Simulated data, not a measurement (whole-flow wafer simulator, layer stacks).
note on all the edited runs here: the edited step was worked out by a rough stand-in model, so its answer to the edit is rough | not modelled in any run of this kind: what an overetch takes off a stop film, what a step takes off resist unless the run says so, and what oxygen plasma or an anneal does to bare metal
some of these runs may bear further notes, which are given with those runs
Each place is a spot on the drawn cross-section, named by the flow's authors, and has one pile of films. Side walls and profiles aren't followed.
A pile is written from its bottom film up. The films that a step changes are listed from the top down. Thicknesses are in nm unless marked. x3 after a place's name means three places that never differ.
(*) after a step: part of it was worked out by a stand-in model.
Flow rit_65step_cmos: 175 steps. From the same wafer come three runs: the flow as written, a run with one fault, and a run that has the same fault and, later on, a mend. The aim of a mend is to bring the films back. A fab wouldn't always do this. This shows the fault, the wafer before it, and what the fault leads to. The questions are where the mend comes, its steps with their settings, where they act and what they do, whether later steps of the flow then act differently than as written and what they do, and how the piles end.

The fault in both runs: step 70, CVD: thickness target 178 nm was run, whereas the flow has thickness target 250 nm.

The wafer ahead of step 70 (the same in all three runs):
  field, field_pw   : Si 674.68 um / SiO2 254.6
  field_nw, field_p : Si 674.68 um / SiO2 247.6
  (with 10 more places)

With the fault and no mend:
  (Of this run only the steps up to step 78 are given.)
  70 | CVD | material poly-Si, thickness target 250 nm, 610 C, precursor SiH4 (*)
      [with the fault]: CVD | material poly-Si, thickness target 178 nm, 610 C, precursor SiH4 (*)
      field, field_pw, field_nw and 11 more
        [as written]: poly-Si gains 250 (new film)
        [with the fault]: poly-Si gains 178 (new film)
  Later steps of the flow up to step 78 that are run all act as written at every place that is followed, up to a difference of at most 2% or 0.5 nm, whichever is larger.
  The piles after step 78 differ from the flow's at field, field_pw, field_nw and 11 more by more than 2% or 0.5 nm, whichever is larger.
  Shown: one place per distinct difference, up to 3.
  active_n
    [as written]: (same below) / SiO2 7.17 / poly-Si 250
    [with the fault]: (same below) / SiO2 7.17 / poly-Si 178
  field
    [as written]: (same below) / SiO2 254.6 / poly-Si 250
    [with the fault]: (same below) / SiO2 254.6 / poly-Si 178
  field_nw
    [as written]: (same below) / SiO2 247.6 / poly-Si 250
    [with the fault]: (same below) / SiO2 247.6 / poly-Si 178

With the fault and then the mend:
  The mend stands after step 71.
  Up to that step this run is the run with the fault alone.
  71a | ETCH | chemistry tmah, depth target 204.7 nm
      field, field_pw, field_nw and 11 more
        poly-Si loses 178 (all of it)
  71b | CLEAN | chemistry SC2, 75 C, 600 s (a further turn of the flow's step 66)
      does not change any film at any place that is followed
  71c | CVD | material poly-Si, thickness target 250 nm, 610 C, precursor SiH4 (*) (a further turn of the flow's step 70)
      field, field_pw, field_nw and 11 more
        poly-Si gains 250 (new film)
  Later steps of the flow that are run all act as written at every place that is followed.
  The piles end the same as the flow's at every place that both follow.
